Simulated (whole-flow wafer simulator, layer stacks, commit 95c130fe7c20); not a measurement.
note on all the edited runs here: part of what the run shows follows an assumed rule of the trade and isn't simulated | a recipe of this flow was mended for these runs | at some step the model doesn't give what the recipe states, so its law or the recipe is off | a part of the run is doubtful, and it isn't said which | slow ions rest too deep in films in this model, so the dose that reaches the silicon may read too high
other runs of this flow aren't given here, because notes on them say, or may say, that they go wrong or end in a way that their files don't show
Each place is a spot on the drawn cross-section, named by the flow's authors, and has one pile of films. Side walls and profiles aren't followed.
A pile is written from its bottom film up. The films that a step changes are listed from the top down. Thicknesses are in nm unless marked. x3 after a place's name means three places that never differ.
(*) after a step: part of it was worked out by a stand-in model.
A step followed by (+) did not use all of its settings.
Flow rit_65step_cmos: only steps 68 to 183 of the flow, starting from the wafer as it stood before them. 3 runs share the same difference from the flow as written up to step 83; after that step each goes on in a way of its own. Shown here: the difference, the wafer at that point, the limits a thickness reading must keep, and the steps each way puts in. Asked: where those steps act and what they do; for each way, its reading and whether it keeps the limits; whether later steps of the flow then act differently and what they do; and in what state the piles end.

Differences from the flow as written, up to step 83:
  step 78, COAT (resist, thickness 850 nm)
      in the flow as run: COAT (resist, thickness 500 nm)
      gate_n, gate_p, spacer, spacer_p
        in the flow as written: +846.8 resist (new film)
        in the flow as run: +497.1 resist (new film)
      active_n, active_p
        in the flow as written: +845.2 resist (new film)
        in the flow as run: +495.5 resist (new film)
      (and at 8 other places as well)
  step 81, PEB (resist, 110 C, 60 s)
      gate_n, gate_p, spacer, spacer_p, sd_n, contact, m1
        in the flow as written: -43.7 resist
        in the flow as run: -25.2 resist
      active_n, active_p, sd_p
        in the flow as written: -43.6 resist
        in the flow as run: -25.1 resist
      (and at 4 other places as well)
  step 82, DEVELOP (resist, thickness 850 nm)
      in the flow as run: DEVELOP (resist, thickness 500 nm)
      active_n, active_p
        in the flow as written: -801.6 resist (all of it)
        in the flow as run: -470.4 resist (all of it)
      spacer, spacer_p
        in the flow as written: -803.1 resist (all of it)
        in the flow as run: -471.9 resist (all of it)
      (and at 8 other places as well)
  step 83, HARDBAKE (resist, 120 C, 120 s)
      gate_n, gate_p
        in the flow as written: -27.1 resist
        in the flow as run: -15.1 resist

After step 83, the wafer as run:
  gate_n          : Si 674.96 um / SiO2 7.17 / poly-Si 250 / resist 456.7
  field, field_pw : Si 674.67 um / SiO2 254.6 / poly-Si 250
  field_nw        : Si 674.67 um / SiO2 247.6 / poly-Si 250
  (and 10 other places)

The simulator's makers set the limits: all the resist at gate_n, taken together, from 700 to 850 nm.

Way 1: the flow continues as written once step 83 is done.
  The reading taken after step 83 is 456.7 nm, which is outside the limits.
  Later steps of the flow acting differently than as written (not shown: 10 more steps that differ only slightly, by at most 2% or 0.5 nm, whichever is larger):
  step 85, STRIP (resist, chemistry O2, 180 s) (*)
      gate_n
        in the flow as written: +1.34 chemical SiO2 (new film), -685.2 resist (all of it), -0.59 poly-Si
        going this way: +1.37 chemical SiO2 (new film), -366 resist (all of it), -0.6 poly-Si
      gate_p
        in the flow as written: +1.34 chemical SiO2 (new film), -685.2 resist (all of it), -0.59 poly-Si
        going this way: +1.37 chemical SiO2 (new film), -365.9 resist (all of it), -0.6 poly-Si
  At every place that both follow, the piles at the end match the flow's.

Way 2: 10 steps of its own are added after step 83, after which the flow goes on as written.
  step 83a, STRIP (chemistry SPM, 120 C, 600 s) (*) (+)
      field, field_pw, field_nw and 9 more
        +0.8 chemical SiO2 (new film), -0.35 poly-Si
      gate_n, gate_p
        +0.8 chemical SiO2 (new film), -456.7 resist (all of it), -0.35 poly-Si
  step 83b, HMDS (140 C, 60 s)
      leaves every film unchanged at each place that is followed
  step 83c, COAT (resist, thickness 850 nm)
      active_n, active_p, sd_p
        +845 resist (new film)
      gate_n, gate_p, spacer
        +846.7 resist (new film)
      field
        +877.2 resist (new film)
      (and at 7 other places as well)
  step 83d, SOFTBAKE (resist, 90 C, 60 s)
      leaves every film unchanged at each place that is followed
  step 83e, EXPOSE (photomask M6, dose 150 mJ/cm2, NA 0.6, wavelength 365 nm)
      leaves every film unchanged at each place that is followed
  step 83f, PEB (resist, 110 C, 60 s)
      gate_n, gate_p, spacer, spacer_p, contact, m1
        -43.7 resist
      active_n, active_p, sd_n, sd_p
        -43.6 resist
      field
        -45.3 resist
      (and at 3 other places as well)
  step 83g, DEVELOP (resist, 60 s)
      active_n, active_p, sd_p
        -801.4 resist (all of it)
      spacer_p, contact
        -802.9 resist (all of it)
      field
        -832 resist (all of it)
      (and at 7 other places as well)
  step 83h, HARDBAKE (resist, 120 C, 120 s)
      gate_n, gate_p
        -27.1 resist
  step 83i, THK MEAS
      leaves every film unchanged at each place that is followed
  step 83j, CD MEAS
      leaves every film unchanged at each place that is followed
  The reading taken after step 83j is 775.8 nm, which is within the limits.
  Later steps of the flow acting differently than as written (not shown: 26 more steps that differ only slightly, by at most 2% or 0.5 nm, whichever is larger):
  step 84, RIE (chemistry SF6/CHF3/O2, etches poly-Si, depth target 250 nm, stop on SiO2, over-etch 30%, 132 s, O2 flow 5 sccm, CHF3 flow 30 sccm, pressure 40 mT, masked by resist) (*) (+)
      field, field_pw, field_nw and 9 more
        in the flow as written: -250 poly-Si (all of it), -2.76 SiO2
        going this way: -0.8 chemical SiO2 (all of it), -249.6 poly-Si (all of it), -2.82 SiO2
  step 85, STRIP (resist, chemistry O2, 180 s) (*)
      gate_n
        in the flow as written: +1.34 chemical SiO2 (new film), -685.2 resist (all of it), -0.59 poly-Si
        going this way: -685.1 resist (all of it), +0.58 chemical SiO2, -0.26 poly-Si
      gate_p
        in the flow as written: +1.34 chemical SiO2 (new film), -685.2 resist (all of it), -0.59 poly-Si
        going this way: -685 resist (all of it), +0.58 chemical SiO2, -0.26 poly-Si
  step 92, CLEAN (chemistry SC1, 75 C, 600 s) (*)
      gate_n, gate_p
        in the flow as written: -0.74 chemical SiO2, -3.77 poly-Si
        going this way: -0.78 chemical SiO2, -4.54 poly-Si
  When the end is reached, the piles differ only a little from the flow's at the places that both follow, at most by 2% or 0.5 nm, whichever is larger.

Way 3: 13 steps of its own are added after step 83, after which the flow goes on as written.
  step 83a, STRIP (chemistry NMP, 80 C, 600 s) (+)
      gate_n, gate_p
        -456.7 resist (all of it)
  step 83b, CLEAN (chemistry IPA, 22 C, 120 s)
      leaves every film unchanged at each place that is followed
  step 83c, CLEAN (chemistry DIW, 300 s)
      leaves every film unchanged at each place that is followed
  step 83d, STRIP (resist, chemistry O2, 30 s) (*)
      field, field_pw, field_nw and 11 more
        +0.9 chemical SiO2 (new film), -0.4 poly-Si
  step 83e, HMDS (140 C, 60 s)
      leaves every film unchanged at each place that is followed
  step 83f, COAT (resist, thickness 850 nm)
      active_n, active_p, sd_p
        +845 resist (new film)
      gate_n, gate_p, spacer
        +846.7 resist (new film)
      field
        +877.2 resist (new film)
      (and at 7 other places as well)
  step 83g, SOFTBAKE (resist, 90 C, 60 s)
      leaves every film unchanged at each place that is followed
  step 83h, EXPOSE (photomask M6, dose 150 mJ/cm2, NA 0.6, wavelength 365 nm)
      leaves every film unchanged at each place that is followed
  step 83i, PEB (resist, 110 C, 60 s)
      gate_n, gate_p, spacer, spacer_p, contact, m1
        -43.7 resist
      active_n, active_p, sd_n, sd_p
        -43.6 resist
      field
        -45.3 resist
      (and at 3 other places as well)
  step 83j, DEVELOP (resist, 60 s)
      active_n, active_p, sd_p
        -801.4 resist (all of it)
      spacer_p, contact
        -802.9 resist (all of it)
      field
        -832 resist (all of it)
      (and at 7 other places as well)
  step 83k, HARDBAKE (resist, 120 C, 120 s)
      gate_n, gate_p
        -27.1 resist
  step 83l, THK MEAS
      leaves every film unchanged at each place that is followed
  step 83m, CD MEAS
      leaves every film unchanged at each place that is followed
  The reading taken after step 83m is 775.8 nm, which is within the limits.
  Later steps of the flow acting differently than as written (not shown: 22 more steps that differ only slightly, by at most 2% or 0.5 nm, whichever is larger):
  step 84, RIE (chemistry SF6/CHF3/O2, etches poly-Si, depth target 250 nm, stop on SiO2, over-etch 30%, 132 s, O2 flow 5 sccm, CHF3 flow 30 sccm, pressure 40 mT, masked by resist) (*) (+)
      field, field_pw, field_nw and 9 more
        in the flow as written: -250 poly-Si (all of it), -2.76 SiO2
        going this way: -0.9 chemical SiO2 (all of it), -249.6 poly-Si (all of it), -2.83 SiO2
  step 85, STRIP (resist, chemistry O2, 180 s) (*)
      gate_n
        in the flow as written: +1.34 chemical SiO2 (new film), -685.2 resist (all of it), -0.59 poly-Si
        going this way: -685.1 resist (all of it), +0.5 chemical SiO2, -0.22 poly-Si
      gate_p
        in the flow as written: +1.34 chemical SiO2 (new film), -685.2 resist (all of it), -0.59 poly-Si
        going this way: -685 resist (all of it), +0.5 chemical SiO2, -0.22 poly-Si
  When the end is reached, the piles differ only a little from the flow's at the places that both follow, at most by 2% or 0.5 nm, whichever is larger.

The limits are kept by: way 2, way 3. They are not kept by: way 1.
